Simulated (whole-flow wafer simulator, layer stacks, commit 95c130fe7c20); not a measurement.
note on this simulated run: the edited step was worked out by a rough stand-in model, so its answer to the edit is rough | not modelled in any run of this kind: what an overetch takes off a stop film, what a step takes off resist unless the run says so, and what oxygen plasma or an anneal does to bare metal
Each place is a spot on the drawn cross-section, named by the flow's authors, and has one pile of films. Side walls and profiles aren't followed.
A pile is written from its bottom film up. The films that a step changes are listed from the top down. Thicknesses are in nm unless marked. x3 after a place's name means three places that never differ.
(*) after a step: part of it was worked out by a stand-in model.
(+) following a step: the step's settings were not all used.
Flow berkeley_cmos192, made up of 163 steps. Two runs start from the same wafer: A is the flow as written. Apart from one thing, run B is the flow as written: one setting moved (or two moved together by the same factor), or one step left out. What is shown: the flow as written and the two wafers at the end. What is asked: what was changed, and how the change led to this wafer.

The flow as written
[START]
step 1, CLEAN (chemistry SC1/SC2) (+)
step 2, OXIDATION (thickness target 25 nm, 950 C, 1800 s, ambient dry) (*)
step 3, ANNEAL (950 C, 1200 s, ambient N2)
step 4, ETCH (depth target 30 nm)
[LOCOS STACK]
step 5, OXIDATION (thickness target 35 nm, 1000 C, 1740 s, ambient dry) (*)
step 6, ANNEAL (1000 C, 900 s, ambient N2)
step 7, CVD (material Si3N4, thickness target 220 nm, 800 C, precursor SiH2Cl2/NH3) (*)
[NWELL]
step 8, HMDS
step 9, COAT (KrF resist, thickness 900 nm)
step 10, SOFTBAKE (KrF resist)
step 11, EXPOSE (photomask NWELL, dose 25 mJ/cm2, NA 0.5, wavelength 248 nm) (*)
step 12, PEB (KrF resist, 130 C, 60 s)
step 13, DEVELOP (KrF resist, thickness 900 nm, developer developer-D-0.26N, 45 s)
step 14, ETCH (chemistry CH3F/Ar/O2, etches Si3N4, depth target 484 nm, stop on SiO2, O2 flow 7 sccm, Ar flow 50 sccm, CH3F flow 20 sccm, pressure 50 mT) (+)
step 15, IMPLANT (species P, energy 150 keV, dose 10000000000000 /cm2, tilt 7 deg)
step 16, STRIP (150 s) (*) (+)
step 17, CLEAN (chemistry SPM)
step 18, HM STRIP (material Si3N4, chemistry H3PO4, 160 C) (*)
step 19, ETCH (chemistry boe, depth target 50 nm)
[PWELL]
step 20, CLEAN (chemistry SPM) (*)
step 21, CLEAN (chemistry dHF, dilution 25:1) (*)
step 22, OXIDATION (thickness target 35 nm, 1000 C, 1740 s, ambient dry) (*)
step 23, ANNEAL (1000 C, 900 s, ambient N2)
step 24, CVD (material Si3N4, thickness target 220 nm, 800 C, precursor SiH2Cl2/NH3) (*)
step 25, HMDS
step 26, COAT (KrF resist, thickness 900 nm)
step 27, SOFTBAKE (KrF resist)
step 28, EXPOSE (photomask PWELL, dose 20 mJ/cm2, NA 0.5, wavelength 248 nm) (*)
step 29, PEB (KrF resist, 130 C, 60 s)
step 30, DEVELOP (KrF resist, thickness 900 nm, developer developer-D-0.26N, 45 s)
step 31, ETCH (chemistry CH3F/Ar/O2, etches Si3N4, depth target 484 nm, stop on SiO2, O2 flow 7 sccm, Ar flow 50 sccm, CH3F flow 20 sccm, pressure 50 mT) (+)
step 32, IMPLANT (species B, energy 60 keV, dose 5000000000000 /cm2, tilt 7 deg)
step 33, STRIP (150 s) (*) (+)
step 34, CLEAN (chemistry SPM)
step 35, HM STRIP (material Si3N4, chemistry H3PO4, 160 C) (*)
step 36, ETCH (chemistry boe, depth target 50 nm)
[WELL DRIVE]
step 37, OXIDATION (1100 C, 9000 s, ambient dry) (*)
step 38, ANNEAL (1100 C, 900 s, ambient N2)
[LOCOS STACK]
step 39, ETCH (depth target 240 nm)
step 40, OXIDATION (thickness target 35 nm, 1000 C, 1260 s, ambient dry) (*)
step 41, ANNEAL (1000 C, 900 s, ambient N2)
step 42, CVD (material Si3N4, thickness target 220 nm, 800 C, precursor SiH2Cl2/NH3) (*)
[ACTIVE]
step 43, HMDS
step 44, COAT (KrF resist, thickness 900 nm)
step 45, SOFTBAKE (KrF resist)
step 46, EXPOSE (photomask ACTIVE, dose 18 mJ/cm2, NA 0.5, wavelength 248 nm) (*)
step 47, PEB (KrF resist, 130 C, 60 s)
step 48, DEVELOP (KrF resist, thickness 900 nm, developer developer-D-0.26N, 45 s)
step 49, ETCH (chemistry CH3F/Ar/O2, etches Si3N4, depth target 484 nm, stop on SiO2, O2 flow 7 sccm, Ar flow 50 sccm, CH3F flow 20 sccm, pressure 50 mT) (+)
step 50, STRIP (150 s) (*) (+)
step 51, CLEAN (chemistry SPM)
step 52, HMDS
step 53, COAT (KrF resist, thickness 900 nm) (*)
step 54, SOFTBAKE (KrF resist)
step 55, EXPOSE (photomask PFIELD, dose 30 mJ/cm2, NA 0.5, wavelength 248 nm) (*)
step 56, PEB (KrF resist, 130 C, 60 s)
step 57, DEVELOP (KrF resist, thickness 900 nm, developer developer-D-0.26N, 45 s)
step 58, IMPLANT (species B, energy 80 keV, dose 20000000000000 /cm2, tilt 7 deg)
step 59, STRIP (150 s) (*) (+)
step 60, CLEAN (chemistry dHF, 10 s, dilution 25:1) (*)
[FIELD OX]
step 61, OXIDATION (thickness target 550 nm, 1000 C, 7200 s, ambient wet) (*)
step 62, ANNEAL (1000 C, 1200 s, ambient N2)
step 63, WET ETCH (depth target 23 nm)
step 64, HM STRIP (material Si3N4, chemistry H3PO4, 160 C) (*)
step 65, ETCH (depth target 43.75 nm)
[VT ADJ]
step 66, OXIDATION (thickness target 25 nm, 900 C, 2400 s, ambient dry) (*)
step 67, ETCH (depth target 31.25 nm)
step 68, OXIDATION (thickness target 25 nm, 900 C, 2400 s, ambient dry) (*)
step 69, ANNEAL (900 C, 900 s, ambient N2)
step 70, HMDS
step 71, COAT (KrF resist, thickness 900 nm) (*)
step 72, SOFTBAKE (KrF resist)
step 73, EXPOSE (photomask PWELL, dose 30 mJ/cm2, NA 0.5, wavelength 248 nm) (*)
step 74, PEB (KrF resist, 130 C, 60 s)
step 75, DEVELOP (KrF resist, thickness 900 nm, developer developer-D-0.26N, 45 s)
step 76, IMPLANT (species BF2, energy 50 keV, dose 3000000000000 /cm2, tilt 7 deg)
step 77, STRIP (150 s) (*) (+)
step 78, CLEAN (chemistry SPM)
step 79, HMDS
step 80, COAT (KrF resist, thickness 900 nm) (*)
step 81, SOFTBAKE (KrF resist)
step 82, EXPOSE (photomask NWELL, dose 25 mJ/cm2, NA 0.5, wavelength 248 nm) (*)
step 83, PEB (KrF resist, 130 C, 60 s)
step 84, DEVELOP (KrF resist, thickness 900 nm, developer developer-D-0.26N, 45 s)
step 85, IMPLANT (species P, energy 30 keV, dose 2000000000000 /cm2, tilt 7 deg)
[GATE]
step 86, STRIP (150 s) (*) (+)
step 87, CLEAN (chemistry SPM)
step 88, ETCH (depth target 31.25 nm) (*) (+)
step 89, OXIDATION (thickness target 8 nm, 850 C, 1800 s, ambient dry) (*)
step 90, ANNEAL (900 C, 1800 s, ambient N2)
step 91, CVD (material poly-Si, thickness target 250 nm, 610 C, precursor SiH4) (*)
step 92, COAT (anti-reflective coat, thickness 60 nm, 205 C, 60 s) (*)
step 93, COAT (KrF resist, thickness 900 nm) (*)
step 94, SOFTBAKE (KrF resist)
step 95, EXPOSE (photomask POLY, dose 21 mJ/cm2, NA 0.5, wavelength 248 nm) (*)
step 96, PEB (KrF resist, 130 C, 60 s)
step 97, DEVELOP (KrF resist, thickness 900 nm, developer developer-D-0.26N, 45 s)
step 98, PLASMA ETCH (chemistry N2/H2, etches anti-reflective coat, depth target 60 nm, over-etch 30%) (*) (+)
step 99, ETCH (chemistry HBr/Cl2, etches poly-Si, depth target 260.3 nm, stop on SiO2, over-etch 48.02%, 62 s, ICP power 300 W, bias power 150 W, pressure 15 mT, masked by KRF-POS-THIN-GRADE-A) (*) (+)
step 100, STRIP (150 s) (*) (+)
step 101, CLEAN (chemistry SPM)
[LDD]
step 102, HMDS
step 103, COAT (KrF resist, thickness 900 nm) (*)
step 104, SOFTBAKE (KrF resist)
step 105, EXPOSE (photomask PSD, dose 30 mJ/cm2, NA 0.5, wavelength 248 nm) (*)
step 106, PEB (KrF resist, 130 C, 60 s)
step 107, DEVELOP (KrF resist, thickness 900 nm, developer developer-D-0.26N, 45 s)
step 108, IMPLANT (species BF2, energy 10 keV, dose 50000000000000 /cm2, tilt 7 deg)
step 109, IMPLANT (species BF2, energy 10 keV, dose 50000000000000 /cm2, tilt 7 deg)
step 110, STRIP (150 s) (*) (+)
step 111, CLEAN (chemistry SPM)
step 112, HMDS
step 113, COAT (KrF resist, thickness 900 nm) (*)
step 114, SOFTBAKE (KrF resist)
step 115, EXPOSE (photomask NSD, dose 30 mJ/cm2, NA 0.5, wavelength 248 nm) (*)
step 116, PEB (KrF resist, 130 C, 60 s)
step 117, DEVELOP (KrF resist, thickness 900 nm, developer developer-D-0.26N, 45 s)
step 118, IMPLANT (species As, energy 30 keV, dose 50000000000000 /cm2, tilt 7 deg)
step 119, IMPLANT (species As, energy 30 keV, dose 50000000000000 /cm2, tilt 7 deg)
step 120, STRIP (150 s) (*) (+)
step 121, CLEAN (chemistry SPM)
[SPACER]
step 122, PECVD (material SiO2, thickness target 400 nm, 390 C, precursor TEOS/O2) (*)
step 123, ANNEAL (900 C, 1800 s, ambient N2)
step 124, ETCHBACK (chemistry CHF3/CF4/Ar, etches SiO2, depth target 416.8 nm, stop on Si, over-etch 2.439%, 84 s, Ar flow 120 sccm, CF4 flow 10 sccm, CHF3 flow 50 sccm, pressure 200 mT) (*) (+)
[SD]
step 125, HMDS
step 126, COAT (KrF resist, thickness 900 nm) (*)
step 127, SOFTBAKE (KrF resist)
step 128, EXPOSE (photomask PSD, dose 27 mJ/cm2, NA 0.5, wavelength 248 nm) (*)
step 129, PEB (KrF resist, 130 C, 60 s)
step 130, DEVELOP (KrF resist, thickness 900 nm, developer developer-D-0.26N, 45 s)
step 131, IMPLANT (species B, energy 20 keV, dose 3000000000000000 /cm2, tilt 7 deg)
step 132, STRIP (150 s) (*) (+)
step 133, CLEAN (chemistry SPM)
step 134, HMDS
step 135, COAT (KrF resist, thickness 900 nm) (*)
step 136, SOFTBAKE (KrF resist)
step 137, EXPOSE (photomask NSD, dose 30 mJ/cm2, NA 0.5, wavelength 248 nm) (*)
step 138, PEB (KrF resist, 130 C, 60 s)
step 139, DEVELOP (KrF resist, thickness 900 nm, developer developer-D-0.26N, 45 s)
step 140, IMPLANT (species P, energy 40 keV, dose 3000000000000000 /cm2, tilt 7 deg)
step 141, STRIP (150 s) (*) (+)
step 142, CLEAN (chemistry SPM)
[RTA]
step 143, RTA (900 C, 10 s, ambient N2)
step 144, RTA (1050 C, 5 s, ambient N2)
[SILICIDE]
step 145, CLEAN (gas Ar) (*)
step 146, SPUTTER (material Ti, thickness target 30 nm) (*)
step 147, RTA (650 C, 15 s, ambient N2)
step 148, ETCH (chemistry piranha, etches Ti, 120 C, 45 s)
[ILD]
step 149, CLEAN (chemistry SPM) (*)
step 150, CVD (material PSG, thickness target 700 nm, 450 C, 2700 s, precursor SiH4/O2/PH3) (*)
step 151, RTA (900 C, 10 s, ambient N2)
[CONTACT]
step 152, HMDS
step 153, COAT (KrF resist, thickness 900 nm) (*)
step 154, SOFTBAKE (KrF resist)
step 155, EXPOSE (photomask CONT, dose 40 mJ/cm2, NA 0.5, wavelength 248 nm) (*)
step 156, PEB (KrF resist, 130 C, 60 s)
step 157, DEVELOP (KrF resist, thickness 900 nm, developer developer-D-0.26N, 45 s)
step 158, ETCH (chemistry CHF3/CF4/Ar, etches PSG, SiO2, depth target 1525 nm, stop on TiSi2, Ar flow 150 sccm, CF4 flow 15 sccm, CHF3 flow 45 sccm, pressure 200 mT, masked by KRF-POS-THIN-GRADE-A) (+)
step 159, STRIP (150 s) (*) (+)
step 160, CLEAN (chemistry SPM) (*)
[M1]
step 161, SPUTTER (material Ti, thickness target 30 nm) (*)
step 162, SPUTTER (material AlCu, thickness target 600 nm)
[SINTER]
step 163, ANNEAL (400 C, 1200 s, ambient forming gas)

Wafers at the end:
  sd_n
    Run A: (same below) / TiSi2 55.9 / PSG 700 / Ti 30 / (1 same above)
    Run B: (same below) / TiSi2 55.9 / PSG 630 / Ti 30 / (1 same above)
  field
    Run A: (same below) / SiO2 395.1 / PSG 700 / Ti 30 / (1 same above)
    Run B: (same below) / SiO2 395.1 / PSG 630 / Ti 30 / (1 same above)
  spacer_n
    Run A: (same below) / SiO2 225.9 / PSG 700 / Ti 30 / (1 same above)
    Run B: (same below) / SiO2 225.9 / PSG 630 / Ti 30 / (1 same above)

The reason: step 150, CVD: thickness target 630 nm was run, though the flow has thickness target 700 nm.
One can read it off the wafer: sd_n has PSG 630, and step 150 as written asks for 700 nm.

Step by step, how the change led to this:
  step 150, CVD (material PSG, thickness target 700 nm, 450 C, 2700 s, precursor SiH4/O2/PH3) (*)
      field, sd_n, spacer_n, gate, spacer_p, gate_p, contact, m1: A +700 PSG (new film) | B +630 PSG (new film)
      sd_p: A +665.5 PSG (new film) | B +599.9 PSG (new film)
  step 158, ETCH (chemistry CHF3/CF4/Ar, etches PSG, SiO2, depth target 1525 nm, stop on TiSi2, Ar flow 150 sccm, CF4 flow 15 sccm, CHF3 flow 45 sccm, pressure 200 mT, masked by KRF-POS-THIN-GRADE-A) (+)
      field, sd_n, spacer_n, gate, sd_p, spacer_p, gate_p, m1: A -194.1 KrF resist | B -176.6 KrF resist
      contact: A -700 PSG (all of it), -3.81 TiSi2 | B -630 PSG (all of it), -3.81 TiSi2
  step 159, STRIP (150 s) (*) (+)
      field: A -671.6 KrF resist (all of it) | B -688 KrF resist (all of it)
      sd_n: A -792.3 KrF resist (all of it) | B -809.5 KrF resist (all of it)
      (also at 5 further places)
  step 161, SPUTTER (material Ti, thickness target 30 nm) (*)
      contact: A +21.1 Ti (new film) | B +21.9 Ti (new film)
  step 162, SPUTTER (material AlCu, thickness target 600 nm)
      contact: A +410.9 AlCu (new film) | B +428.7 AlCu (new film)
